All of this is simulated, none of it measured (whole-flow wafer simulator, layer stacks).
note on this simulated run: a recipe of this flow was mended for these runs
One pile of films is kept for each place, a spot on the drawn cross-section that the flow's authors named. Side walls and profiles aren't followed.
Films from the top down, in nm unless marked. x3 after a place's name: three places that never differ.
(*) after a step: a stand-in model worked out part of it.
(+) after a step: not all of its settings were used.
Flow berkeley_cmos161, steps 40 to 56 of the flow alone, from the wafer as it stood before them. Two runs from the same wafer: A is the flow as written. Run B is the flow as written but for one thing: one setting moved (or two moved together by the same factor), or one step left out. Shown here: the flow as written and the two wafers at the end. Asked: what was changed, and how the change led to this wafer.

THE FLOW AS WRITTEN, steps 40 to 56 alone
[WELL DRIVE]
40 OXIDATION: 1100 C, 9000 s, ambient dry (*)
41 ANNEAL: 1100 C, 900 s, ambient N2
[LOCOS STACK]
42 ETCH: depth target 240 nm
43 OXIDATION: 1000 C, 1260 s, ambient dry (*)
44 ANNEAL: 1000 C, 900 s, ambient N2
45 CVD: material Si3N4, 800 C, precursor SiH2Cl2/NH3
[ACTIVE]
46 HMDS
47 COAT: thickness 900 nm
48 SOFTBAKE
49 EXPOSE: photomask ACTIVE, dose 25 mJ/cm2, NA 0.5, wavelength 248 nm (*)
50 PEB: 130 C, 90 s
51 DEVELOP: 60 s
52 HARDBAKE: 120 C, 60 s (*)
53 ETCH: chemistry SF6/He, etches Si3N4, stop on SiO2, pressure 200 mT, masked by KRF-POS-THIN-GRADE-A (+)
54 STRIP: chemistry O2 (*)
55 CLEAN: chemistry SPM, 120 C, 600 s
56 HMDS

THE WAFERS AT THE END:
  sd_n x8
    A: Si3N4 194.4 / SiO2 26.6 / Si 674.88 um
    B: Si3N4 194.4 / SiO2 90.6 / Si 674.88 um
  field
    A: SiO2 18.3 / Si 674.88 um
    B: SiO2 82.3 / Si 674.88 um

The cause: step 42, ETCH: depth target 120 nm was run, where the flow has depth target 240 nm.

How the change led to this, step by step:
  42 ETCH: depth target 240 nm
      field, sd_n x8: A SiO2 -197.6 (all of it) | B SiO2 -120
  43 OXIDATION: 1000 C, 1260 s, ambient dry (*)
      field, sd_n x8: A SiO2 +26.6 (new film), Si -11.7 | B SiO2 +12.9, Si -5.68
